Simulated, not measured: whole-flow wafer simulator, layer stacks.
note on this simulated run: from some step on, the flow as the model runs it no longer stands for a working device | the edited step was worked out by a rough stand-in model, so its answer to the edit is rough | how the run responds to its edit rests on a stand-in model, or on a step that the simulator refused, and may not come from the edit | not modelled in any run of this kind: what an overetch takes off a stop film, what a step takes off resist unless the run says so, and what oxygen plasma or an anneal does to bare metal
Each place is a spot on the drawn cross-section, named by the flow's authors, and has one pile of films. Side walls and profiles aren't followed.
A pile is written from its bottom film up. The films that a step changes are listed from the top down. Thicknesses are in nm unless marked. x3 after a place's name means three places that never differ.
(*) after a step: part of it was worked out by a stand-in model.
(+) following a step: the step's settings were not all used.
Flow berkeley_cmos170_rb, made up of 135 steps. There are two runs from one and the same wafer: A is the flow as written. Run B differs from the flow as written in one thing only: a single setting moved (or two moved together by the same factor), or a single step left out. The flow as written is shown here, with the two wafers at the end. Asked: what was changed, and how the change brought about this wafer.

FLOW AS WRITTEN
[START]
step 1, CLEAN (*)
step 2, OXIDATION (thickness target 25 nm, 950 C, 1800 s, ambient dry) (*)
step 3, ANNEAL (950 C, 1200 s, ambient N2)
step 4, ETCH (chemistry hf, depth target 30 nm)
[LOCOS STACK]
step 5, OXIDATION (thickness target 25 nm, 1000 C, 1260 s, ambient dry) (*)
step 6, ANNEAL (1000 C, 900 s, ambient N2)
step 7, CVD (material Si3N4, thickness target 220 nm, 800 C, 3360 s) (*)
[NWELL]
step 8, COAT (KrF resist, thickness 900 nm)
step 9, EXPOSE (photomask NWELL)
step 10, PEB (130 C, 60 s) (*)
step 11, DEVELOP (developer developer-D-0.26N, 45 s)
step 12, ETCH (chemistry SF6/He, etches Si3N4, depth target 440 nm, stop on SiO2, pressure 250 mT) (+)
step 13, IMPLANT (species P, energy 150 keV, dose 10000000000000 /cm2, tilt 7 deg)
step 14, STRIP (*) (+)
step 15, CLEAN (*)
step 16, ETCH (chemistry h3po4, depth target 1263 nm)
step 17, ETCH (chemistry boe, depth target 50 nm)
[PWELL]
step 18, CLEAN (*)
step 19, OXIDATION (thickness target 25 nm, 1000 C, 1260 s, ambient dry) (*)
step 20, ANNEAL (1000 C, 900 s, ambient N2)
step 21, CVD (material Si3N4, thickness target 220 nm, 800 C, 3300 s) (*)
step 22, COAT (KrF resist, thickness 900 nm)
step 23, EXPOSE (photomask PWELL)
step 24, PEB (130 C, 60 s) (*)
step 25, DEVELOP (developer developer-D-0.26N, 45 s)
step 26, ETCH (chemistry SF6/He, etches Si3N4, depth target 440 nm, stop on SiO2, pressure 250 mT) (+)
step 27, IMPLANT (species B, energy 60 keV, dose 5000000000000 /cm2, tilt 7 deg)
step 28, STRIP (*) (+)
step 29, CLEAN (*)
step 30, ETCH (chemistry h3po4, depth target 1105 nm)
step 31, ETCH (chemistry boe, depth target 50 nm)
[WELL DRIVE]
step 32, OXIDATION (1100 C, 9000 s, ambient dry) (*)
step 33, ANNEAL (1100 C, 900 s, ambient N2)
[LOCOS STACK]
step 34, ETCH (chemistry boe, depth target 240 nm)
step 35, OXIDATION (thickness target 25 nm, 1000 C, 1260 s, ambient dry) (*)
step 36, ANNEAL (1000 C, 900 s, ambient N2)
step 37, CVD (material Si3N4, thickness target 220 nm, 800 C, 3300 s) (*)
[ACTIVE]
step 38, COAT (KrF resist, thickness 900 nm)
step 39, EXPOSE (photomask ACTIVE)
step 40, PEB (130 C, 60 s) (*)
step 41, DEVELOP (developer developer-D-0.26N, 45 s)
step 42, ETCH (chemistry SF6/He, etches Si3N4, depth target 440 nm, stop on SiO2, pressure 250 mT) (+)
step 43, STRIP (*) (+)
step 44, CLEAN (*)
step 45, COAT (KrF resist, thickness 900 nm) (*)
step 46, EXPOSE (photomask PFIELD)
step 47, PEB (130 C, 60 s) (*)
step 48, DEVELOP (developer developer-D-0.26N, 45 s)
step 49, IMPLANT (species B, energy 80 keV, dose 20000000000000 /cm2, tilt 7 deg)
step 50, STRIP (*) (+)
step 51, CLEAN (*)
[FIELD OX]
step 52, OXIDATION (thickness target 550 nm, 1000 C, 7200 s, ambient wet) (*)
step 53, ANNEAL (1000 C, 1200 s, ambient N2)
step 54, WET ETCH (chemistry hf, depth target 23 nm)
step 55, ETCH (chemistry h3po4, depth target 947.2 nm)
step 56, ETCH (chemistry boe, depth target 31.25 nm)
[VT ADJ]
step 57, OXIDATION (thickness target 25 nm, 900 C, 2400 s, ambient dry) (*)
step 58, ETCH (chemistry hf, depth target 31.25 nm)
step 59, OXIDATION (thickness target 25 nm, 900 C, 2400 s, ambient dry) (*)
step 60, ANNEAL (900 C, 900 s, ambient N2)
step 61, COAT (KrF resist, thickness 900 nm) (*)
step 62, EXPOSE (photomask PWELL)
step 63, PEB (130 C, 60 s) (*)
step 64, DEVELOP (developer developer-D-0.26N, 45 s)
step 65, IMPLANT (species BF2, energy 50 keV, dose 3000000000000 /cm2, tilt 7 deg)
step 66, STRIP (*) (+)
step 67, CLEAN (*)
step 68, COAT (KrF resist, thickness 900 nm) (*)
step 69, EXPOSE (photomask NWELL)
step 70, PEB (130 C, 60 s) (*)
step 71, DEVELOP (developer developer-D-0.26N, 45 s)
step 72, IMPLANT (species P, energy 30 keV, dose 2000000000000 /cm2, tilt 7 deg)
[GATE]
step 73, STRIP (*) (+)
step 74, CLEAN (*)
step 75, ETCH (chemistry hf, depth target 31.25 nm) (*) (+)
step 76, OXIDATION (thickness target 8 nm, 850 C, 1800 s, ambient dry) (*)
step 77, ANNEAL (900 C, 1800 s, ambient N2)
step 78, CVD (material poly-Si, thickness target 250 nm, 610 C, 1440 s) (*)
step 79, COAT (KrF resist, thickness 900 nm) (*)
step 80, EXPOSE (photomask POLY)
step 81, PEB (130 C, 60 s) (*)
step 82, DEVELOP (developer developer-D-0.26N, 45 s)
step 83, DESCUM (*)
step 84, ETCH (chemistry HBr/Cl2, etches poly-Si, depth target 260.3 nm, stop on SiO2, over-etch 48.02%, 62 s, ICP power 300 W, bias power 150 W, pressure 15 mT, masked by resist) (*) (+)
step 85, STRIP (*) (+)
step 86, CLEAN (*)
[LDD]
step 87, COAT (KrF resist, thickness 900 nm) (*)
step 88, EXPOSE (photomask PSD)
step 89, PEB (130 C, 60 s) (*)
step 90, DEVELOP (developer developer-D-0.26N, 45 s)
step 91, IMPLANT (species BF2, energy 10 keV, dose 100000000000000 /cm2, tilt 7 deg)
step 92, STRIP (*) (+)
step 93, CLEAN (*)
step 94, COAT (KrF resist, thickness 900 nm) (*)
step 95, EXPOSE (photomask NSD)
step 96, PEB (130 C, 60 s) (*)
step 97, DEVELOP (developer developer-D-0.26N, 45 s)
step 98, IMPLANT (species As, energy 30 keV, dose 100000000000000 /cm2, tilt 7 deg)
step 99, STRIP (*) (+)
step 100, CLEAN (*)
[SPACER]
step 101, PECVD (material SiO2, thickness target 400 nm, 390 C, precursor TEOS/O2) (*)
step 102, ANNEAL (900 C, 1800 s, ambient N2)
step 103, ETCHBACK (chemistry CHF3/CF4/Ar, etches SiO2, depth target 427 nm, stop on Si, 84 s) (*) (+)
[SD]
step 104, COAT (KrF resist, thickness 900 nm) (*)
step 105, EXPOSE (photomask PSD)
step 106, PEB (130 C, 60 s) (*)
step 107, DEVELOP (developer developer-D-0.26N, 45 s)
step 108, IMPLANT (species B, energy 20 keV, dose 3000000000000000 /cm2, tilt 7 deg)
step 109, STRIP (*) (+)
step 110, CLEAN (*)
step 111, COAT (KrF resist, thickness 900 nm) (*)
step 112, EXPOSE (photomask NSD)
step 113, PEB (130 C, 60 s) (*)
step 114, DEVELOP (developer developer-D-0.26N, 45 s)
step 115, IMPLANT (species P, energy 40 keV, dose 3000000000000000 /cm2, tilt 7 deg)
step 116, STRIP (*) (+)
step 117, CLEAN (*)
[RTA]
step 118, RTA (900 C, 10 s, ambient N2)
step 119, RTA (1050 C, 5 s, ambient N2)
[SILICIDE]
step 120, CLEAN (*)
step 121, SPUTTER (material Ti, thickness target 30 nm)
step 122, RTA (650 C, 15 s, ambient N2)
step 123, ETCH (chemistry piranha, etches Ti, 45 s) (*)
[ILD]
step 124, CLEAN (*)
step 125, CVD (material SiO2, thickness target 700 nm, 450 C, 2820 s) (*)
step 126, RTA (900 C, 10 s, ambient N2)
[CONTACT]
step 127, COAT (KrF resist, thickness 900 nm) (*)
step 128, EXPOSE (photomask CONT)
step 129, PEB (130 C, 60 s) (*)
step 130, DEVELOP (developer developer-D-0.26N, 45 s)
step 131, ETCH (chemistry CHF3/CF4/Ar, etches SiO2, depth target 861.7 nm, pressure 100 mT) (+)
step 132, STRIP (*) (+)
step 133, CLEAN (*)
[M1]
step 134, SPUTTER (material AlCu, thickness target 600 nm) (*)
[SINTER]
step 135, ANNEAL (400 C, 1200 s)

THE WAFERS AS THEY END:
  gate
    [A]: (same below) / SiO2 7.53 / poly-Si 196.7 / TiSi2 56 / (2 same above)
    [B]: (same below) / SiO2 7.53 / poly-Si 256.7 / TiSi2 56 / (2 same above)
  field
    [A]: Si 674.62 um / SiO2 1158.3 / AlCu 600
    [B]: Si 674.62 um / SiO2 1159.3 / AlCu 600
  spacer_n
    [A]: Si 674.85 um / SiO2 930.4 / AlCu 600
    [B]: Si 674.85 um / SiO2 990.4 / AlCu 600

The reason: step 78, CVD: thickness target 310 nm was run, while the flow as written has thickness target 250 nm; step 78, CVD: 1787 s was run, where the flow has 1440 s.

Step by step, how the change led to this:
  step 78, CVD (material poly-Si, thickness target 250 nm, 610 C, 1440 s) (*)
      field, sd_n, spacer_n and 6 more: A poly-Si gains 250 (new film) | B poly-Si gains 310 (new film)
  step 84, ETCH (chemistry HBr/Cl2, etches poly-Si, depth target 260.3 nm, stop on SiO2, over-etch 48.02%, 62 s, ICP power 300 W, bias power 150 W, pressure 15 mT, masked by resist) (*) (+)
      field, sd_n, spacer_n, sd_p, spacer_p, contact, m1: A poly-Si loses 250 (all of it), SiO2 loses 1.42 | B poly-Si loses 310 (all of it), SiO2 loses 0.38
  step 87, COAT (KrF resist, thickness 900 nm) (*)
      gate: A KrF resist gains 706 (new film) | B KrF resist gains 660.8 (new film)
      gate_p: A KrF resist gains 706.3 (new film) | B KrF resist gains 661.5 (new film)
  step 90, DEVELOP (developer developer-D-0.26N, 45 s)
      gate_p: A KrF resist loses 706.3 (all of it) | B KrF resist loses 661.5 (all of it)
  step 92, STRIP (*) (+)
      gate: A KrF resist loses 691.8 (all of it) | B KrF resist loses 646.6 (all of it)
  step 94, COAT (KrF resist, thickness 900 nm) (*)
      gate: A KrF resist gains 706 (new film) | B KrF resist gains 660.8 (new film)
      gate_p: A KrF resist gains 706.3 (new film) | B KrF resist gains 661.5 (new film)
  step 97, DEVELOP (developer developer-D-0.26N, 45 s)
      gate: A KrF resist loses 706 (all of it) | B KrF resist loses 660.8 (all of it)
  step 99, STRIP (*) (+)
      gate_p: A KrF resist loses 692.1 (all of it) | B KrF resist loses 647.2 (all of it)
  step 103, ETCHBACK (chemistry CHF3/CF4/Ar, etches SiO2, depth target 427 nm, stop on Si, 84 s) (*) (+)
      spacer_n: A SiO2 loses 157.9 | B SiO2 loses 99
      spacer_p: A SiO2 loses 157.9 | B SiO2 loses 98.9
  step 104, COAT (KrF resist, thickness 900 nm) (*)
      spacer_n: A KrF resist gains 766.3 (new film) | B KrF resist gains 724.2 (new film)
      gate: A KrF resist gains 742.1 (new film) | B KrF resist gains 701.1 (new film)
      (also at 2 further places)
  step 107, DEVELOP (developer developer-D-0.26N, 45 s)
      spacer_p: A KrF resist loses 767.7 (all of it) | B KrF resist loses 725.5 (all of it)
      gate_p: A KrF resist loses 743.2 (all of it) | B KrF resist loses 702.1 (all of it)
  step 109, STRIP (*) (+)
      spacer_n: A KrF resist loses 752.1 (all of it) | B KrF resist loses 710 (all of it)
      gate: A KrF resist loses 727.9 (all of it) | B KrF resist loses 686.9 (all of it)
  step 111, COAT (KrF resist, thickness 900 nm) (*)
      spacer_n: A KrF resist gains 766.3 (new film) | B KrF resist gains 724.2 (new film)
      gate: A KrF resist gains 742.1 (new film) | B KrF resist gains 701.1 (new film)
      (also at 2 further places)
  step 114, DEVELOP (developer developer-D-0.26N, 45 s)
      spacer_n: A KrF resist loses 766.3 (all of it) | B KrF resist loses 724.2 (all of it)
      gate: A KrF resist loses 742.1 (all of it) | B KrF resist loses 701.1 (all of it)
  step 116, STRIP (*) (+)
      spacer_p: A KrF resist loses 753.5 (all of it) | B KrF resist loses 711.3 (all of it)
      gate_p: A KrF resist loses 729 (all of it) | B KrF resist loses 687.9 (all of it)
  step 127, COAT (KrF resist, thickness 900 nm) (*)
      spacer_n: A KrF resist gains 819.8 (new film) | B KrF resist gains 792.4 (new film)
      gate: A KrF resist gains 798.4 (new film) | B KrF resist gains 775.2 (new film)
      (also at 3 further places)
  step 132, STRIP (*) (+)
      field: A KrF resist loses 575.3 (all of it) | B KrF resist loses 588.1 (all of it)
      spacer_n: A KrF resist loses 590.2 (all of it) | B KrF resist loses 562.8 (all of it)
      (also at 4 further places)
